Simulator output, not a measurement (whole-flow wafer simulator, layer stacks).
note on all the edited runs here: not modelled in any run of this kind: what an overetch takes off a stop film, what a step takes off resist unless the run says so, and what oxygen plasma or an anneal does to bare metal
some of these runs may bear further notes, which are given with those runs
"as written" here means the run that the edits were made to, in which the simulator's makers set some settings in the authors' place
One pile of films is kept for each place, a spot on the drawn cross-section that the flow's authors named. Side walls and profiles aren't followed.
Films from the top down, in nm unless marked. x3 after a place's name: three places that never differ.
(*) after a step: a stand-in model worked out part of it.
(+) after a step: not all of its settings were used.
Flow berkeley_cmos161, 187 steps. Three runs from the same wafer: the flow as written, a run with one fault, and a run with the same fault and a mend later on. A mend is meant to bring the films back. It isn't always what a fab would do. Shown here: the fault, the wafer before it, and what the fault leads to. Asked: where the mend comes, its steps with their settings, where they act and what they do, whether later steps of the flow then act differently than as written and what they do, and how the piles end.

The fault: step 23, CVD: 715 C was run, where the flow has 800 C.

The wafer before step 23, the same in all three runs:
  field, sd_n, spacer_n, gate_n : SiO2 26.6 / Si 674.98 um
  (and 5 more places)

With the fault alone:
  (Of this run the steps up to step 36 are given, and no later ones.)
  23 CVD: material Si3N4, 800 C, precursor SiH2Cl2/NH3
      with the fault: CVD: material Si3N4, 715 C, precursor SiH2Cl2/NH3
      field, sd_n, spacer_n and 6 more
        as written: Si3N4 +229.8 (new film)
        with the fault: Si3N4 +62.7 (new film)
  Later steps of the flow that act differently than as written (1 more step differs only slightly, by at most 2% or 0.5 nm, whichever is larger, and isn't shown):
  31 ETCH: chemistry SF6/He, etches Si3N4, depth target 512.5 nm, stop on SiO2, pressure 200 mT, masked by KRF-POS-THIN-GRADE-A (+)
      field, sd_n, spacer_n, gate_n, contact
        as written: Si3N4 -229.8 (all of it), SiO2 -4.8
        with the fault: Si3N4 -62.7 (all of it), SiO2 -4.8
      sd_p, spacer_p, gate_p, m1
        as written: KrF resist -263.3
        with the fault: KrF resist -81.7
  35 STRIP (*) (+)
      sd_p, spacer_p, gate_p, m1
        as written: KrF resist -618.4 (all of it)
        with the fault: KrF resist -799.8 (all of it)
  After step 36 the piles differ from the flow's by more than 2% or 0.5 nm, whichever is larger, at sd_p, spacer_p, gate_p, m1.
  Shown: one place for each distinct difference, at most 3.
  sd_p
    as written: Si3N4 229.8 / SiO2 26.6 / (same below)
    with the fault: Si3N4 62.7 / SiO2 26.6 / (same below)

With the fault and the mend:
  The mend comes after step 23.
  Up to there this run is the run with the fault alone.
  23a CVD: material Si3N4, 800 C, precursor SiH2Cl2/NH3 (the flow's step 23 once more, with other settings that aren't printed)
      field, sd_n, spacer_n and 6 more
        Si3N4 +167
  No later step of the flow acts differently than as written, at any place that is followed, by more than 2% or 0.5 nm, whichever is larger.
  At the end the piles are the same as the flow's at every place that both follow.
